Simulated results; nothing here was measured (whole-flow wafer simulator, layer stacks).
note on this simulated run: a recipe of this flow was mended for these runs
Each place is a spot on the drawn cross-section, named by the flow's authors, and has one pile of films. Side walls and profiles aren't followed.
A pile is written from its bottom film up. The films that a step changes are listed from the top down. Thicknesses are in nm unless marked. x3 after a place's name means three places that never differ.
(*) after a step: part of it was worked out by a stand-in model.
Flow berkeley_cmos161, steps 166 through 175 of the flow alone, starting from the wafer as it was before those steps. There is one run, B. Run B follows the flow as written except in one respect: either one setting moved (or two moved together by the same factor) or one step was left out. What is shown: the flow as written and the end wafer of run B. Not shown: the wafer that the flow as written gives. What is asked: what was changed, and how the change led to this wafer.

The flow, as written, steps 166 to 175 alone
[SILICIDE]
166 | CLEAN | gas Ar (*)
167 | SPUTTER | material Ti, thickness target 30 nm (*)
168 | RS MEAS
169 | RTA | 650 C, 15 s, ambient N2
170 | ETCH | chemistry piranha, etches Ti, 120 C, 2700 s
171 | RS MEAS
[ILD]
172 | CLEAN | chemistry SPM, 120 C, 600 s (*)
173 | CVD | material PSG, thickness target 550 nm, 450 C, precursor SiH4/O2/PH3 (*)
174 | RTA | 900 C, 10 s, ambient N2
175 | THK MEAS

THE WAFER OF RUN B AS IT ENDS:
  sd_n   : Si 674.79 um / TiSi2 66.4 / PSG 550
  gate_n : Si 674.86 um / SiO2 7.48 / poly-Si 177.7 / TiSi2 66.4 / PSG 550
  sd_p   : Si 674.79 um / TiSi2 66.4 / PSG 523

Cause: step 167, SPUTTER: thickness target 37 nm was run, while the flow as written has thickness target 30 nm; step 170, ETCH: 3348 s was run, where the flow has 2700 s.

How this came from the change, step by step:
  167 | SPUTTER | material Ti, thickness target 30 nm (*)
      field, sd_n, spacer_n, gate_n, sd_p, spacer_p, gate_p, contact x2: Ti gains 37 (new film) (it would be, as written: Ti gains 30 (new film))
  169 | RTA | 650 C, 15 s, ambient N2
      sd_n, sd_p, contact x2: Ti loses 28.9, TiSi first gains 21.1 (new film), TiSi2 C49 gains 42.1 (new film), Si loses 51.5 (it would be, as written: Ti loses 23.4, TiSi first gains 6.2 (new film), TiSi2 C49 gains 50.3 (new film), Si loses 49)
      gate_n, gate_p: Ti loses 28.9, TiSi first gains 21.1 (new film), TiSi2 C49 gains 42.1 (new film), poly-Si loses 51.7 (it would be, as written: Ti loses 23.4, TiSi first gains 6.2 (new film), TiSi2 C49 gains 50.3 (new film), poly-Si loses 49.2)
  170 | ETCH | chemistry piranha, etches Ti, 120 C, 2700 s
      sd_n, gate_n, sd_p, gate_p, contact x2: Ti loses 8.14 (all of it), TiSi first loses 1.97 (it would be, as written: Ti loses 6.6 (all of it), TiSi first loses 1.93)
      field, spacer_n, spacer_p: Ti loses 37 (all of it) (it would be, as written: Ti loses 30 (all of it))
  174 | RTA | 900 C, 10 s, ambient N2
      sd_n, sd_p, contact x2: under 1 film: TiSi2 gains 66.4 (new film), TiSi first loses 19.1 (all of it), TiSi2 C49 loses 42.1 (all of it), Si loses 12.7 (it would be, as written: under 1 film: TiSi2 gains 53.3 (new film), TiSi first loses 4.27 (all of it), TiSi2 C49 loses 50.3 (all of it), Si loses 2.83)
      gate_n, gate_p: under 1 film: TiSi2 gains 66.4 (new film), TiSi first loses 19.1 (all of it), TiSi2 C49 loses 42.1 (all of it), poly-Si loses 12.7 (it would be, as written: under 1 film: TiSi2 gains 53.3 (new film), TiSi first loses 4.27 (all of it), TiSi2 C49 loses 50.3 (all of it), poly-Si loses 2.85)
